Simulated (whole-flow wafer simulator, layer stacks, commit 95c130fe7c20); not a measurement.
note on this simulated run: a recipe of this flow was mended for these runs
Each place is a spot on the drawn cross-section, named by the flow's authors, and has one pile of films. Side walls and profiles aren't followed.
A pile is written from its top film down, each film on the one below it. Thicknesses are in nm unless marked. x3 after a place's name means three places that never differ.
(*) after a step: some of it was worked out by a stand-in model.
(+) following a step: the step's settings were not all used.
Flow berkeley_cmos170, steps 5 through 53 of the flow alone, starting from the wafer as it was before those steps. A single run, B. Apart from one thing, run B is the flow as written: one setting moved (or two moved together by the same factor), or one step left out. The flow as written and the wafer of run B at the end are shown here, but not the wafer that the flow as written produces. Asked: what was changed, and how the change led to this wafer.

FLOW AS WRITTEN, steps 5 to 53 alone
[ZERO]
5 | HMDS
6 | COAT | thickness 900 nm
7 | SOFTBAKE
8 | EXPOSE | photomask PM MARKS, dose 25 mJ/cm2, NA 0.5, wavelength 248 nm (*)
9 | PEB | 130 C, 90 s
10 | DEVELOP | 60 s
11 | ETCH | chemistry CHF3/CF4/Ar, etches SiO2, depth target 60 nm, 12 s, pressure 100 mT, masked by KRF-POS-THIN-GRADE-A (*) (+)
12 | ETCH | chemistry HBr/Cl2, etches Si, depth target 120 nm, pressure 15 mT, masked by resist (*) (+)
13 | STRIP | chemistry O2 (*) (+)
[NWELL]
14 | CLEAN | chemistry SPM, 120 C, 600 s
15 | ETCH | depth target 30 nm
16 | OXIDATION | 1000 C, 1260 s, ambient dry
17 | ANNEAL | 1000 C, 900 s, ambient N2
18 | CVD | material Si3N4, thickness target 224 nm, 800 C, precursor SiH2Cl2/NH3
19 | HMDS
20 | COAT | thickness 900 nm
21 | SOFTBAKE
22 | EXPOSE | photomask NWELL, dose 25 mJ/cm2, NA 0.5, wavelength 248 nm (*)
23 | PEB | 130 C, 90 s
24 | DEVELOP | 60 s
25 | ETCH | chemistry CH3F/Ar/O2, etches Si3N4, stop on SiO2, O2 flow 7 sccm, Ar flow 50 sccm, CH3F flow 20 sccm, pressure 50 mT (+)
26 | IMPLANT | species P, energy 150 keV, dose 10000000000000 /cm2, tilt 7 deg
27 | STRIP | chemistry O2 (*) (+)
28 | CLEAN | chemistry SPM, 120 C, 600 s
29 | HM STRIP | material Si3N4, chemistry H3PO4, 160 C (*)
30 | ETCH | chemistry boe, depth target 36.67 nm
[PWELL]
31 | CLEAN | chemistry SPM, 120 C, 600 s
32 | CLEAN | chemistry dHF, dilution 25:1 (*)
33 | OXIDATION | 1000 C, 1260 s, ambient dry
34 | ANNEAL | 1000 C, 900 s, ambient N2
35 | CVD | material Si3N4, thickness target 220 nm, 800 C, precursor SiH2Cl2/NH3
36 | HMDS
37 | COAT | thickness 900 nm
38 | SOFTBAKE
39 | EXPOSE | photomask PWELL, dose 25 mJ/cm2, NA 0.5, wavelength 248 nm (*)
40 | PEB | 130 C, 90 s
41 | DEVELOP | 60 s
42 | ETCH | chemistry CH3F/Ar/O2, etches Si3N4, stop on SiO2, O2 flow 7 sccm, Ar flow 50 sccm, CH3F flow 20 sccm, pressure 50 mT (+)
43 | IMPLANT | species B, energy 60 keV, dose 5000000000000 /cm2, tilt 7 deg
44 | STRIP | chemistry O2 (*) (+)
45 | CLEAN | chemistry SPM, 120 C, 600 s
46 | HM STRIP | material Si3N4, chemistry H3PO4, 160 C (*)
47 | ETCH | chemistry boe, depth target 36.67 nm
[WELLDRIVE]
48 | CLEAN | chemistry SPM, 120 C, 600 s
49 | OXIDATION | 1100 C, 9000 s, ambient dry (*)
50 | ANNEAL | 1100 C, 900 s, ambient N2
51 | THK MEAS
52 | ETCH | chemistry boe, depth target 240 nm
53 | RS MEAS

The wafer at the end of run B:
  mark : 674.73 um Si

The reason: step 12, ETCH: depth target 149 nm was run, though the flow has depth target 120 nm.

Step by step, how the change led to this:
  12 | ETCH | chemistry HBr/Cl2, etches Si, depth target 120 nm, pressure 15 mT, masked by resist (*) (+)
      field x9, sd_p x3: KrF-resist loses 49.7 (as written it would have been: KrF-resist loses 40)
      mark: Si loses 149 (as written it would have been: Si loses 120)
